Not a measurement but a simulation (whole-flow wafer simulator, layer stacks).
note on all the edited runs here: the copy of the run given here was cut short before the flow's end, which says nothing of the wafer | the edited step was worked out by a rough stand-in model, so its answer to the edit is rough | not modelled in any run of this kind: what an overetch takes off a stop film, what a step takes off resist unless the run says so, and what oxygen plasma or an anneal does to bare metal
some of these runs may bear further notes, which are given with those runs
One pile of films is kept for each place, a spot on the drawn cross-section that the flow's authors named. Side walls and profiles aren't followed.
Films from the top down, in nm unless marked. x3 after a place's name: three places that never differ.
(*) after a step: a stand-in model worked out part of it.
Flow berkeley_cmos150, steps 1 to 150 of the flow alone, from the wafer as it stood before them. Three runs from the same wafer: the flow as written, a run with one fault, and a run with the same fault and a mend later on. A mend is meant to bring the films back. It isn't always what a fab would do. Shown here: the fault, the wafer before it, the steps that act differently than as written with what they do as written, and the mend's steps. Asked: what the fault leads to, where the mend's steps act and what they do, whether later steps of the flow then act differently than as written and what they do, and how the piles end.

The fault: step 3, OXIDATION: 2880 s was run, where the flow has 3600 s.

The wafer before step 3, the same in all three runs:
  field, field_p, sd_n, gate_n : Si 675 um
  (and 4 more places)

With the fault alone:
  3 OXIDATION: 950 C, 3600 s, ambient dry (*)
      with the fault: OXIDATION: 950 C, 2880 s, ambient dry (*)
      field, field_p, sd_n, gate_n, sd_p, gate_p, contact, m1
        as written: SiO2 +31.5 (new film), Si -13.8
        with the fault: SiO2 +27.3 (new film), Si -12
  No later step of the flow acts differently than as written, at any place that is followed, by more than 2% or 0.5 nm, whichever is larger.
  At the end the piles differ from the flow's only slightly at the places that both follow, by at most 2% or 0.5 nm, whichever is larger.

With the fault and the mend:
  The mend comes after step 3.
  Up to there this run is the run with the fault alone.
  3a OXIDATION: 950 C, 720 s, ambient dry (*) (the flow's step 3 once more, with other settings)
      field, field_p, sd_n, gate_n, sd_p, gate_p, contact, m1
        SiO2 +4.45, Si -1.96
  No later step of the flow acts differently than as written, at any place that is followed, by more than 2% or 0.5 nm, whichever is larger.
  At the end the piles are the same as the flow's at every place that both follow.
